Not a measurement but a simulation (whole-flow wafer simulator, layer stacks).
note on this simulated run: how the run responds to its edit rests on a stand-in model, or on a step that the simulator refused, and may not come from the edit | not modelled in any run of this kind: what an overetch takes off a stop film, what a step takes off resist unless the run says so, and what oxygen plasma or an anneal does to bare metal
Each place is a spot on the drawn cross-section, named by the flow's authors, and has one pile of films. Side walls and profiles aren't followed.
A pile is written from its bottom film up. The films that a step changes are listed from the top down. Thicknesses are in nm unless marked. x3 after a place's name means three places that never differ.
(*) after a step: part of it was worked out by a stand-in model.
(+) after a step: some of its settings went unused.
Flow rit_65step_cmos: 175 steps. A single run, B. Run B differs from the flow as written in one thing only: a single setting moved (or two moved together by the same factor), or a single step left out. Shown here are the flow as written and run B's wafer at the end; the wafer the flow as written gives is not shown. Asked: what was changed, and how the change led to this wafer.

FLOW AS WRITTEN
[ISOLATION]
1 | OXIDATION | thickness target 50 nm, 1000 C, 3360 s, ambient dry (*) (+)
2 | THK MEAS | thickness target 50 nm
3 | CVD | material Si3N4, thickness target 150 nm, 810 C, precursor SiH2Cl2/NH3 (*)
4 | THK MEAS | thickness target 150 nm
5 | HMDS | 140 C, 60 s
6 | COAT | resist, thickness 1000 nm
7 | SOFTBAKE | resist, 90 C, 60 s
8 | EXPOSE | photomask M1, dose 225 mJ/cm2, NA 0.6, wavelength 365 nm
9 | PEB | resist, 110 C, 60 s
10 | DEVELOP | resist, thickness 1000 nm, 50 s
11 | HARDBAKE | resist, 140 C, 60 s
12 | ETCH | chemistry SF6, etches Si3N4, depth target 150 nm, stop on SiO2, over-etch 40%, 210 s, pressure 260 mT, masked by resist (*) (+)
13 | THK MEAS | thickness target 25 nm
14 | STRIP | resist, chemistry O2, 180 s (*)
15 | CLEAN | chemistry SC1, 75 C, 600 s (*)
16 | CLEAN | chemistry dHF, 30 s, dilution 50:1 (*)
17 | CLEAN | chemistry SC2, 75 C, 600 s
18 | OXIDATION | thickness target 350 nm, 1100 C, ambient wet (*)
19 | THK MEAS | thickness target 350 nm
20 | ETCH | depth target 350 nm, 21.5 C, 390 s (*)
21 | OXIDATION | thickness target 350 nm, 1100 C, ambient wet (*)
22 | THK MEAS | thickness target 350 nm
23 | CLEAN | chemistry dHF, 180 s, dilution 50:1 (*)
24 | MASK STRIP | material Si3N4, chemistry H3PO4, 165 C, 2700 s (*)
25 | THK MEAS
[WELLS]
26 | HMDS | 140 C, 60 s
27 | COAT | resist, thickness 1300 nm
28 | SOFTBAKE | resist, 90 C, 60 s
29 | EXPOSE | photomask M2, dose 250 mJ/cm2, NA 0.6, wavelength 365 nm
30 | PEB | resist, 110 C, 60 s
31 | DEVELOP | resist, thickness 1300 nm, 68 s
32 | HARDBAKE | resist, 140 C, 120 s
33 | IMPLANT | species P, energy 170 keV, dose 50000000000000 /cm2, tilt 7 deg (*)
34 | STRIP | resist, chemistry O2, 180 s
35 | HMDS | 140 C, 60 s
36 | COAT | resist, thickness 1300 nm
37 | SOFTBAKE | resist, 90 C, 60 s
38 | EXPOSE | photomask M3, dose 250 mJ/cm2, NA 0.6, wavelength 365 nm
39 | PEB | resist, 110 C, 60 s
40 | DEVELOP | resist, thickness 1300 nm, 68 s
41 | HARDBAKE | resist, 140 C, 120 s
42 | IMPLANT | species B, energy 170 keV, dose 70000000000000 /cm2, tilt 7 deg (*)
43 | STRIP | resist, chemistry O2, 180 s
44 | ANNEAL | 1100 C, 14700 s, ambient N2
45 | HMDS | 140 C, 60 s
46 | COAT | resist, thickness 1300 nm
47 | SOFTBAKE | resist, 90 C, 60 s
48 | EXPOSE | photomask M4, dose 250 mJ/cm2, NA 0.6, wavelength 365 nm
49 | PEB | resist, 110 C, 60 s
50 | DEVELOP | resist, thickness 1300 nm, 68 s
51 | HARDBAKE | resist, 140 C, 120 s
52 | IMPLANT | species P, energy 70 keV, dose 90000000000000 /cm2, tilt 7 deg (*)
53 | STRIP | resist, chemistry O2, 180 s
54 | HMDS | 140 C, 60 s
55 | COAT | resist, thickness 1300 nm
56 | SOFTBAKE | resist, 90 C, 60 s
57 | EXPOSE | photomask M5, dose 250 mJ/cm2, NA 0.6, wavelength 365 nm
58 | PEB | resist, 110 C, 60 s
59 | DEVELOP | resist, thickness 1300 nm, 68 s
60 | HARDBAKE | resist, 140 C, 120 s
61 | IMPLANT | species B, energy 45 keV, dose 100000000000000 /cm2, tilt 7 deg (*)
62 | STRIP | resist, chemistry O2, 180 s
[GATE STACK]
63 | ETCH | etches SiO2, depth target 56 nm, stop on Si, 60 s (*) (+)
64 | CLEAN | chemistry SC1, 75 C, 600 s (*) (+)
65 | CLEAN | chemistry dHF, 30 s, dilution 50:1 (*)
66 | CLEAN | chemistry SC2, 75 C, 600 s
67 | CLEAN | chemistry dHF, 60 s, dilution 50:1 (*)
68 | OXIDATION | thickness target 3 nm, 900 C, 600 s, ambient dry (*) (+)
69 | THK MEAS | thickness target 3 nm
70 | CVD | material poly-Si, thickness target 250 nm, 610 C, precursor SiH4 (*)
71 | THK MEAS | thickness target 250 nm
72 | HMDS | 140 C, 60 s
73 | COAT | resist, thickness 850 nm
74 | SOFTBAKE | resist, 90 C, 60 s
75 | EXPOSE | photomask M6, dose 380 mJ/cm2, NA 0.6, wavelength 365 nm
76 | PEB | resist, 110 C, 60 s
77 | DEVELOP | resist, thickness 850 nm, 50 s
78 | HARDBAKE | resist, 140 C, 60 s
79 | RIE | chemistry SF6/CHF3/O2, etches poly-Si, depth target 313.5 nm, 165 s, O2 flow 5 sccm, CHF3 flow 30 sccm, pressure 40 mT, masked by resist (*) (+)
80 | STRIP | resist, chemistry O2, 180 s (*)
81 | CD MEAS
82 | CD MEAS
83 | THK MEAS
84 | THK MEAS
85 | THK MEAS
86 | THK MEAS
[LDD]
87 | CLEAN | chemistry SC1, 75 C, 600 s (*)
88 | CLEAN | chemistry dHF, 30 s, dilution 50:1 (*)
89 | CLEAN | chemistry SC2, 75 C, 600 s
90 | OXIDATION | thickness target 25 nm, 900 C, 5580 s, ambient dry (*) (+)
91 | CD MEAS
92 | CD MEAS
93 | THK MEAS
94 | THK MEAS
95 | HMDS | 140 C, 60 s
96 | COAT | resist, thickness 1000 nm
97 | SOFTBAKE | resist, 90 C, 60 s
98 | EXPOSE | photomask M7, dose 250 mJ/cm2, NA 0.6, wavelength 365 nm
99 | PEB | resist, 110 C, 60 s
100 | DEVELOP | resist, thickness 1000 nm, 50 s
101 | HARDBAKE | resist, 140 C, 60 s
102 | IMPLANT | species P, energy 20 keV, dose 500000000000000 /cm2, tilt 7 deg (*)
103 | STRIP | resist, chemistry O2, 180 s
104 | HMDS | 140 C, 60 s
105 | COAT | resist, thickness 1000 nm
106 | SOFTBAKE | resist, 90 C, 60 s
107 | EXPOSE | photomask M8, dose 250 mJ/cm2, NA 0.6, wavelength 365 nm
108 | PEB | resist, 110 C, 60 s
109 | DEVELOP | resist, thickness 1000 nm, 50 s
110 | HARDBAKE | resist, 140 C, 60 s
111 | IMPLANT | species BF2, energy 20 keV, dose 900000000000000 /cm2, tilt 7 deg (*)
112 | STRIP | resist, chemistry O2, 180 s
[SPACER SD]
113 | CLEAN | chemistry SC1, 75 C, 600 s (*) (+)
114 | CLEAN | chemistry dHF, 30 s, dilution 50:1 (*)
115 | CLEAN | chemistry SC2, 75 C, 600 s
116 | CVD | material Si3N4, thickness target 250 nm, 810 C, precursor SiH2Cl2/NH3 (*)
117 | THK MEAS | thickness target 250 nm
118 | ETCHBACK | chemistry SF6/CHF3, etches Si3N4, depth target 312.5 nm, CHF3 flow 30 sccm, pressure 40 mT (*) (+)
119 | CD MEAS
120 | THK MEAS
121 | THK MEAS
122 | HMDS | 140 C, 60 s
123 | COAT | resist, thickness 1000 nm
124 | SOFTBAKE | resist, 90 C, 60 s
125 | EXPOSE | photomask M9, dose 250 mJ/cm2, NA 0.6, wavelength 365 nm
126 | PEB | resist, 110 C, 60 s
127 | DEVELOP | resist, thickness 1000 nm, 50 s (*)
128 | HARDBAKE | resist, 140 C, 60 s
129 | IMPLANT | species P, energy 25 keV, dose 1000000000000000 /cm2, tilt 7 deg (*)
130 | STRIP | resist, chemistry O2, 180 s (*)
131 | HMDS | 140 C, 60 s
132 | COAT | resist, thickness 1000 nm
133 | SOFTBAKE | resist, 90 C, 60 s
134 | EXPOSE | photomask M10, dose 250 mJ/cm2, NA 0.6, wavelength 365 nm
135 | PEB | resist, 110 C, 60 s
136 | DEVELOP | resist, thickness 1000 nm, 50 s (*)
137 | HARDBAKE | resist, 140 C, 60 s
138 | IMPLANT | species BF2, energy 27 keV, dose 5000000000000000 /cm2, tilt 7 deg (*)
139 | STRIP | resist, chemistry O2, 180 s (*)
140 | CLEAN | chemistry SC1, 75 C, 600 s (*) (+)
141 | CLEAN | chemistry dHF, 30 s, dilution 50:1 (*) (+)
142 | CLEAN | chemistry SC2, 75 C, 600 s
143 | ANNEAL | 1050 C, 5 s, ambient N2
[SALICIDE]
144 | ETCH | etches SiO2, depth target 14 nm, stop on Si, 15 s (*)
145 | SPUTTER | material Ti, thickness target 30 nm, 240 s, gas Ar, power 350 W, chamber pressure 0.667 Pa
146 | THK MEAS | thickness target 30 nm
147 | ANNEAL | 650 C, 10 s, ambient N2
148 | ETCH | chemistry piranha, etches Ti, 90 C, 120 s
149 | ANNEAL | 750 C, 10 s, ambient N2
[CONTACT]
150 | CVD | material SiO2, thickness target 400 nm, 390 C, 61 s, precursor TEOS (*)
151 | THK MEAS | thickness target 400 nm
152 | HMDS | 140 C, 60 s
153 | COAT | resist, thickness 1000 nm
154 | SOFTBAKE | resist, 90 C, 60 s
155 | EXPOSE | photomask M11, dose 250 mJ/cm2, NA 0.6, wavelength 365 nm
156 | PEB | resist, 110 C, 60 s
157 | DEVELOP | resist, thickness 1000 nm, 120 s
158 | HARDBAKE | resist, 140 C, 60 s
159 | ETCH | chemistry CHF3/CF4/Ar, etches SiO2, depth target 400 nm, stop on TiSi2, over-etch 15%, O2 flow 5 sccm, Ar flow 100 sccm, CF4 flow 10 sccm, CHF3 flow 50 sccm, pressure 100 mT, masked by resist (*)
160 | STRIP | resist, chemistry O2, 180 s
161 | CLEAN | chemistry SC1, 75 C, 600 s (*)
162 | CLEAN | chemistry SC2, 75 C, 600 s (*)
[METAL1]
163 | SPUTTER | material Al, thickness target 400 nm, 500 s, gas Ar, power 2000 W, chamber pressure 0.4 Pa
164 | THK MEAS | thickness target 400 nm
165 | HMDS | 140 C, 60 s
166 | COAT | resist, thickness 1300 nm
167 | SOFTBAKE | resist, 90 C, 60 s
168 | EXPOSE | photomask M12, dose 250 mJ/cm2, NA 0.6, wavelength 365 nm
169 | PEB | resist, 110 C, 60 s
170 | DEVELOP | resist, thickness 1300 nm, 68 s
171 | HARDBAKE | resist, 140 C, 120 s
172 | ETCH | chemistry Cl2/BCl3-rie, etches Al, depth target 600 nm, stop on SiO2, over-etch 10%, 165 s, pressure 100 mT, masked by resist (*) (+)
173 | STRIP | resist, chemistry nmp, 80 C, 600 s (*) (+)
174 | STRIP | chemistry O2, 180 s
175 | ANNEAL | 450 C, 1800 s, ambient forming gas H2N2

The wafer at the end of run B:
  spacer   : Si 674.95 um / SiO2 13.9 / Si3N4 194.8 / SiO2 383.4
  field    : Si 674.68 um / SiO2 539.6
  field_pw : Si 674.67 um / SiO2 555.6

Cause: step 163, SPUTTER: 700 s was run, while the flow as written has 500 s.

How this came from the change, step by step:
  163 | SPUTTER | material Al, thickness target 400 nm, 500 s, gas Ar, power 2000 W, chamber pressure 0.4 Pa
      field, field_pw, field_p, spacer, spacer_p: Al gains 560 (new film) (as written it would have been: Al gains 400 (new film))
      gate_n, gate_p: Al gains 530.3 (new film) (as written it would have been: Al gains 396 (new film))
      (and at 1 other place as well)
  166 | COAT | resist, thickness 1300 nm
      gate_n: resist gains 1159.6 (new film) (as written it would have been: resist gains 1131.7 (new film))
      gate_p: resist gains 1162.9 (new film) (as written it would have been: resist gains 1135.6 (new film))
  169 | PEB | resist, 110 C, 60 s
      gate_n: resist loses 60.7 (as written it would have been: resist loses 59.1)
      gate_p: resist loses 60.8 (as written it would have been: resist loses 59.3)
  170 | DEVELOP | resist, thickness 1300 nm, 68 s
      gate_n: resist loses 1098.9 (all of it) (as written it would have been: resist loses 1072.6 (all of it))
      gate_p: resist loses 1102.1 (all of it) (as written it would have been: resist loses 1076.3 (all of it))
  172 | ETCH | chemistry Cl2/BCl3-rie, etches Al, depth target 600 nm, stop on SiO2, over-etch 10%, 165 s, pressure 100 mT, masked by resist (*) (+)
      field, field_pw, field_p, spacer, spacer_p: Al loses 560 (all of it), SiO2 loses 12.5 (as written it would have been: Al loses 400 (all of it), SiO2 loses 32.5)
      gate_n, gate_p: Al loses 530.3 (all of it), SiO2 loses 16.2 (as written it would have been: Al loses 396 (all of it), SiO2 loses 33)
      (and at 1 other place as well)
